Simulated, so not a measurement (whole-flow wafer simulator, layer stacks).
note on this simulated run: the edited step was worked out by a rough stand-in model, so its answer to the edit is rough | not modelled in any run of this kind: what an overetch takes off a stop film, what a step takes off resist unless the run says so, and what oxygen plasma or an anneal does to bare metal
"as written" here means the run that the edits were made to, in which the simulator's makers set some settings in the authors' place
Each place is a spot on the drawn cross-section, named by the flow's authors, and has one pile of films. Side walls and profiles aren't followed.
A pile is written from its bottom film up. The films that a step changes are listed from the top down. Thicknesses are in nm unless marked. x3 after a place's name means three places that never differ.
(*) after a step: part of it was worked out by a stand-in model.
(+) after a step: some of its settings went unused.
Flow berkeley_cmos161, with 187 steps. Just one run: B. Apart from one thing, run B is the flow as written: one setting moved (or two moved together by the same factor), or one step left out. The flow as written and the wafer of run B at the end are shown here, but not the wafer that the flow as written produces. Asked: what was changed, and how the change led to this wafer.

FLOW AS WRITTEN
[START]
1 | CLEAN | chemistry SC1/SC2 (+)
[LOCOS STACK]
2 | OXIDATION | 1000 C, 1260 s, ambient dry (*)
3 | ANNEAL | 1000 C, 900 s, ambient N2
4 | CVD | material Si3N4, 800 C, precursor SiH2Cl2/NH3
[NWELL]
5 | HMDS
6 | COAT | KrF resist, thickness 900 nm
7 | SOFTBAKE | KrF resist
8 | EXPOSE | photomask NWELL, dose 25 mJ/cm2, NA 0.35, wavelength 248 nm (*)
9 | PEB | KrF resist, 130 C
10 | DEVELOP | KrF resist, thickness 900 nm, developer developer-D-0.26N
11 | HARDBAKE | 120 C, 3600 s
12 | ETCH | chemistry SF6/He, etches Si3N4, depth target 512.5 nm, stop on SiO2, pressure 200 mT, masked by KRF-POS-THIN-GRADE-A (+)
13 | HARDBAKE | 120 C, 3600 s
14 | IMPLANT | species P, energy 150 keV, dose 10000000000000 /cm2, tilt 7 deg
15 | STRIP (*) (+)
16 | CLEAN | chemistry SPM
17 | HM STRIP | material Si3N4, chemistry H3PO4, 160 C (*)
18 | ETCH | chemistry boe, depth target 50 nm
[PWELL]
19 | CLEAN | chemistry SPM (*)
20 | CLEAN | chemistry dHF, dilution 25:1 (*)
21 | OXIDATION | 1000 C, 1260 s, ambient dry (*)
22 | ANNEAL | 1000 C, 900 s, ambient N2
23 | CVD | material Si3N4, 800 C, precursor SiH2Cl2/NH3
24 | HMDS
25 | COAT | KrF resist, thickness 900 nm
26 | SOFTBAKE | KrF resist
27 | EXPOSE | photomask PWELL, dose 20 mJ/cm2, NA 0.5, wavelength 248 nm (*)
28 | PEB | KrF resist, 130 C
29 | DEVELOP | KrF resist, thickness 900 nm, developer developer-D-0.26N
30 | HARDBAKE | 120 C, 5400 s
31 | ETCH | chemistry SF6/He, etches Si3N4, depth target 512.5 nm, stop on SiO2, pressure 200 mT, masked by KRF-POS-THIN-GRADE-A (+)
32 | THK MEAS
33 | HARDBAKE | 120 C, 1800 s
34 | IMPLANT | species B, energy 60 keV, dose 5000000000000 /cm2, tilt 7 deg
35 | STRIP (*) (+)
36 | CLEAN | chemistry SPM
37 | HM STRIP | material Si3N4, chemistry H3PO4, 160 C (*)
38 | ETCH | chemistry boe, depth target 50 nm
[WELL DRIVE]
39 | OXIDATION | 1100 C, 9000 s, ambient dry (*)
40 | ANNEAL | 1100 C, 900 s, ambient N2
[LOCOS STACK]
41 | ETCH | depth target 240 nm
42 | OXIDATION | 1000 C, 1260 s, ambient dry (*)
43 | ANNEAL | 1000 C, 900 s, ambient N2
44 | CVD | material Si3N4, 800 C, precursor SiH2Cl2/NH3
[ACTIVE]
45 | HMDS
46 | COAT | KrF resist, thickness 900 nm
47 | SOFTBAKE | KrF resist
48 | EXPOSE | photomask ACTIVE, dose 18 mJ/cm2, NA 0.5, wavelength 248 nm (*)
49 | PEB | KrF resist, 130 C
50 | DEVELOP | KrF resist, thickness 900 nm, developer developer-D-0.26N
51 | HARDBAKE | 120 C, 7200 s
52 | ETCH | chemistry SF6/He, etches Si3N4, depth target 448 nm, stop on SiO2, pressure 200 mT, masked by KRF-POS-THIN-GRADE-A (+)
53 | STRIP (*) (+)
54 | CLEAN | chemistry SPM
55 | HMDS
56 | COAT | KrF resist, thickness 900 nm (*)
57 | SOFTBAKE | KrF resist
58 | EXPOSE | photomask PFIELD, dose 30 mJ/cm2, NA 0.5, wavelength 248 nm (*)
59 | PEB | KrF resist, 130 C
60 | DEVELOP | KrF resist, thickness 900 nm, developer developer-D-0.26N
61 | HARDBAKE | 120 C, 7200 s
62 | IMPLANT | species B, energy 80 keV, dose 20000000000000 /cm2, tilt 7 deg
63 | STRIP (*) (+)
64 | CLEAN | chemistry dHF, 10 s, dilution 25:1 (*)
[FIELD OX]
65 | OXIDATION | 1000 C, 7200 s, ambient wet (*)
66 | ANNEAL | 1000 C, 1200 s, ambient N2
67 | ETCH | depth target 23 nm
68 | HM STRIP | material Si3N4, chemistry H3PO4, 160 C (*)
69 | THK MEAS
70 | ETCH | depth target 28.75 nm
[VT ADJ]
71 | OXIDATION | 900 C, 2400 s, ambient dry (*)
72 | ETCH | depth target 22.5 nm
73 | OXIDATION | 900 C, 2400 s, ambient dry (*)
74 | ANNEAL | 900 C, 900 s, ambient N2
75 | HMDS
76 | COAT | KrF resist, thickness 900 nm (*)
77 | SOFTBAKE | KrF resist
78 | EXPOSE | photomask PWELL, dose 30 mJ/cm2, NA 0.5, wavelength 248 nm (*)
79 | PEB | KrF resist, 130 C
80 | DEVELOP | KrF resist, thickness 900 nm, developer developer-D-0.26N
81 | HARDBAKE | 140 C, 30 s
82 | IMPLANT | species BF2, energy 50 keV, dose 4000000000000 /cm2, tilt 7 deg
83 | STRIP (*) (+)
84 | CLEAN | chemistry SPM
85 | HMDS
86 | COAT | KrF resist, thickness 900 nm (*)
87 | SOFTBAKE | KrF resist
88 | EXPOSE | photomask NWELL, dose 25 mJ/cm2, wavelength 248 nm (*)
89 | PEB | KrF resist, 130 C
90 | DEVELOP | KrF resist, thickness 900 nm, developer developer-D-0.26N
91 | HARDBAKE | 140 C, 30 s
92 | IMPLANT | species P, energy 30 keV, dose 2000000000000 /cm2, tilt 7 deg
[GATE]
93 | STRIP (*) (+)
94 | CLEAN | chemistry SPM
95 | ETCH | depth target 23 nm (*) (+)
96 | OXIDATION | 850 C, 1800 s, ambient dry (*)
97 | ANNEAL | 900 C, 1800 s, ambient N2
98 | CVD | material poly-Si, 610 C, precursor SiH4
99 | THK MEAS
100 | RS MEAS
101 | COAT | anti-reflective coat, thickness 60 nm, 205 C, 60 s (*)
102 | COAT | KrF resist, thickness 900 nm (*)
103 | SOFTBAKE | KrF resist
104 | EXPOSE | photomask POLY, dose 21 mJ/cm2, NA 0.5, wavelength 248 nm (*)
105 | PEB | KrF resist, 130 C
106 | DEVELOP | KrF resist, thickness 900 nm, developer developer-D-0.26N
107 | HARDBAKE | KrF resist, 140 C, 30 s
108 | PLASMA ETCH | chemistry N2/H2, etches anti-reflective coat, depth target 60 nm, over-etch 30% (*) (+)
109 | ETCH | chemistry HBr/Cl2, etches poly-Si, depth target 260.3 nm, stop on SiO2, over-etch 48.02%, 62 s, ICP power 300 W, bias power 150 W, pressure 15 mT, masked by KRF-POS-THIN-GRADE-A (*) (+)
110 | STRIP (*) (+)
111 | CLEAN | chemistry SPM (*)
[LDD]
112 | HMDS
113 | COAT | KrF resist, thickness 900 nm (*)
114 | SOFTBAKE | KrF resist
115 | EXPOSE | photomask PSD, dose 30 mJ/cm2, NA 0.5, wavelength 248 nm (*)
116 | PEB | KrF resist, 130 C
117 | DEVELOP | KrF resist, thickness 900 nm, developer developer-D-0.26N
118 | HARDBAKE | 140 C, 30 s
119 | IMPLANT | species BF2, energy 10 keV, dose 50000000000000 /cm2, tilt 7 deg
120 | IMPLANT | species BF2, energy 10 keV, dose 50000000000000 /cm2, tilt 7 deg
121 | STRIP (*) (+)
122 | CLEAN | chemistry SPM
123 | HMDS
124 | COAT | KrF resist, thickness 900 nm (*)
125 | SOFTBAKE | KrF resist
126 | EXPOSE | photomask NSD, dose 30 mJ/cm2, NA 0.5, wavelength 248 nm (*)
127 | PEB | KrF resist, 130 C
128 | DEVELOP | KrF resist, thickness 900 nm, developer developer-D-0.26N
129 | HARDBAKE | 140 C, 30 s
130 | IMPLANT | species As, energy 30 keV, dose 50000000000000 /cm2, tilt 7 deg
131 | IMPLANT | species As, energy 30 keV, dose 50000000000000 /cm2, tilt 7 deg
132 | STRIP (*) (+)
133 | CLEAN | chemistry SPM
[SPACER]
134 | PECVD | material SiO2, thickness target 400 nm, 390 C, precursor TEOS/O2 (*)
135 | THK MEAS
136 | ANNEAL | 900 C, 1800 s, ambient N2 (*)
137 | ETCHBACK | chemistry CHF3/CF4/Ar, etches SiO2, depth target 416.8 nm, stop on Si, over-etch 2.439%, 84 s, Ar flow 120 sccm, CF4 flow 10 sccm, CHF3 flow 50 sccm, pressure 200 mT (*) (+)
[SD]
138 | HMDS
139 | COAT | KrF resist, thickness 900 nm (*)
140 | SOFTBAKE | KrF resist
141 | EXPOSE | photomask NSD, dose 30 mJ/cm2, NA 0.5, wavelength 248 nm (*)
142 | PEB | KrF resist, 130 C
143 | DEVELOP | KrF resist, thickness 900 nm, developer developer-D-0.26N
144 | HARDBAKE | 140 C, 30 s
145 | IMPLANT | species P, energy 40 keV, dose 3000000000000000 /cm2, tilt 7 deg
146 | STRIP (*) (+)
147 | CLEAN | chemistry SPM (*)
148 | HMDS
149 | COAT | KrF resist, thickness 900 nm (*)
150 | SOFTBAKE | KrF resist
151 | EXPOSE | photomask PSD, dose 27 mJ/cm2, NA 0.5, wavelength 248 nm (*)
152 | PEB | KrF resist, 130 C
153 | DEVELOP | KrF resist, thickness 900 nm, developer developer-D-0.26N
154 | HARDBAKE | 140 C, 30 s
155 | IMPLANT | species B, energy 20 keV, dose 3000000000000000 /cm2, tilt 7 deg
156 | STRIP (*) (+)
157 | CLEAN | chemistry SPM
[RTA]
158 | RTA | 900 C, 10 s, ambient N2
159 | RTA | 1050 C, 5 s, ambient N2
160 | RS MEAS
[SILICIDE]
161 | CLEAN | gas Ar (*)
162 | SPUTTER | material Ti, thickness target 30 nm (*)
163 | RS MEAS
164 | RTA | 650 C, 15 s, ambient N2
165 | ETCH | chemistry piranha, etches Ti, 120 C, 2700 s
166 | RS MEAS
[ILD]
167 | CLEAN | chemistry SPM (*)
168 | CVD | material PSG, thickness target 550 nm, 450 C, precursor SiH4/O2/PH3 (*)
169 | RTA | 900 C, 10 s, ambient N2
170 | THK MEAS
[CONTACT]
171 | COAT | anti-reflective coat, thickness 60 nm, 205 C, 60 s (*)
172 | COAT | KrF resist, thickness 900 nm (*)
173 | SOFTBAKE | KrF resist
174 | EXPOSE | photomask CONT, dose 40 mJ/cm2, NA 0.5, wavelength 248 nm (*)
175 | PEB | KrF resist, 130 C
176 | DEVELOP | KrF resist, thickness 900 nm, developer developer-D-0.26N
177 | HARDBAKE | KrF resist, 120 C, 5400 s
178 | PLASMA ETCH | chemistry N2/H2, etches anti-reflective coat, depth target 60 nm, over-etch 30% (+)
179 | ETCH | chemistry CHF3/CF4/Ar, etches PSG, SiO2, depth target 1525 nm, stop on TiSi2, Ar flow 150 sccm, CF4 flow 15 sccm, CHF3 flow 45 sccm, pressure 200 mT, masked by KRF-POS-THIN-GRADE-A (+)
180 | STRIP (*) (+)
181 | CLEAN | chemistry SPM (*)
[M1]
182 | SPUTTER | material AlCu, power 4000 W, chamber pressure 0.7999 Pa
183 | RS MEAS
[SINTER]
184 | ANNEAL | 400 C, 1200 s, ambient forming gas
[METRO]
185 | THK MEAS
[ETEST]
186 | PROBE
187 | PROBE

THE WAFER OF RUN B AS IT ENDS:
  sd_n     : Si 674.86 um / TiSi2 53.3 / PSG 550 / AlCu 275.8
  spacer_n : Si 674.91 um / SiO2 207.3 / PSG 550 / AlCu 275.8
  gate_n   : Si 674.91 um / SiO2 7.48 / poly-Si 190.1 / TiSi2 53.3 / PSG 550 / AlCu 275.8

What caused this: step 39, OXIDATION: 990 C was run, while the flow as written has 1100 C.

How this came from the change, step by step:
  39 | OXIDATION | 1100 C, 9000 s, ambient dry (*)
      field, sd_n, spacer_n and 6 more: +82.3 SiO2 (new film), -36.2 Si (as written it would have been: +197.6 SiO2 (new film), -86.9 Si)
  41 | ETCH | depth target 240 nm
      field, sd_n, spacer_n and 6 more: -82.3 SiO2 (all of it) (as written it would have been: -197.6 SiO2 (all of it))
